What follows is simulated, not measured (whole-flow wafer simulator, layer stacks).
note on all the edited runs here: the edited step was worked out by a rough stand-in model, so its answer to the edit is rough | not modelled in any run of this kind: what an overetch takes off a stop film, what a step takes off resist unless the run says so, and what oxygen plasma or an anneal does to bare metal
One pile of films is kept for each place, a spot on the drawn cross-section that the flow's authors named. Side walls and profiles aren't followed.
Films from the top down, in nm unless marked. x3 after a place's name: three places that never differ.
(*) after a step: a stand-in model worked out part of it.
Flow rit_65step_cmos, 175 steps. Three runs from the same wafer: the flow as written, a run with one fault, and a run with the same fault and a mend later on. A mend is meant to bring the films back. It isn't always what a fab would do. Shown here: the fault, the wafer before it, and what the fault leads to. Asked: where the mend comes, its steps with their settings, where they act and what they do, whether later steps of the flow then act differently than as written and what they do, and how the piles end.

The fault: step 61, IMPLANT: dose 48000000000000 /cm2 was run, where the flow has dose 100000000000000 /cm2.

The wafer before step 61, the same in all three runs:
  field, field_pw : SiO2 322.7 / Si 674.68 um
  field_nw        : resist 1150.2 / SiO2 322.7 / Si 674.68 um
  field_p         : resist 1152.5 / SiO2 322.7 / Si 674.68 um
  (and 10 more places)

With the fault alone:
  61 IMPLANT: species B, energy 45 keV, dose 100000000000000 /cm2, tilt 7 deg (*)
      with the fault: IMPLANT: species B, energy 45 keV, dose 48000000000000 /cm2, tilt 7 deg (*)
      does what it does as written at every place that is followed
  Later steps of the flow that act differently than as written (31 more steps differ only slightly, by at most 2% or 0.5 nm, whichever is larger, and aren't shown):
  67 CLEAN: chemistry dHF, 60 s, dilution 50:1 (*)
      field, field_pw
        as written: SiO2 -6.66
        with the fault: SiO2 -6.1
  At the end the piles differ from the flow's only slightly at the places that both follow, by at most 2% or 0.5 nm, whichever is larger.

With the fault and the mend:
  The mend comes after step 62.
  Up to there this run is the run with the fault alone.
  62a HMDS: 140 C, 60 s (the flow's step 54 once more)
      changes no film at any place that is followed
  62b COAT: resist, thickness 1300 nm (the flow's step 55 once more)
      gate_n, gate_p, spacer, spacer_p, contact
        resist +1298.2 (new film)
      active_n, active_p, sd_p
        resist +1297.4 (new film)
      field_pw, field_nw
        resist +1313 (new film)
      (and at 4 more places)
  62c SOFTBAKE: resist, 90 C, 60 s (the flow's step 56 once more)
      changes no film at any place that is followed
  62d EXPOSE: photomask M5, dose 250 mJ/cm2, NA 0.6, wavelength 365 nm (the flow's step 57 once more)
      changes no film at any place that is followed
  62e PEB: resist, 110 C, 60 s (the flow's step 58 once more)
      gate_n, gate_p, spacer, spacer_p, contact, m1
        resist -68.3
      active_n, active_p, sd_n, sd_p
        resist -68.2
      field, field_p
        resist -69.2
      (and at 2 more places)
  62f DEVELOP: resist, thickness 1300 nm, 68 s (the flow's step 59 once more)
      gate_n, spacer, contact
        resist -1229.9 (all of it)
      field
        resist -1246.5 (all of it)
      field_pw
        resist -1243.9 (all of it)
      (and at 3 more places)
  62g HARDBAKE: resist, 140 C, 120 s (the flow's step 60 once more)
      active_p, gate_p, spacer_p
        resist -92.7
      field_nw
        resist -93.8
      field_p
        resist -94
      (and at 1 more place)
  62h IMPLANT: species B, energy 45 keV, dose 52000000000000 /cm2, tilt 7 deg (*) (the flow's step 61 once more, with other settings)
      changes no film at any place that is followed
  62i STRIP: resist, chemistry O2, 180 s (the flow's step 62 once more)
      active_p, sd_p
        resist -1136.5 (all of it)
      gate_p, spacer_p
        resist -1137.2 (all of it)
      field_nw
        resist -1150.2 (all of it)
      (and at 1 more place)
  No later step of the flow acts differently than as written at any place that is followed.
  At the end the piles are the same as the flow's at every place that both follow.
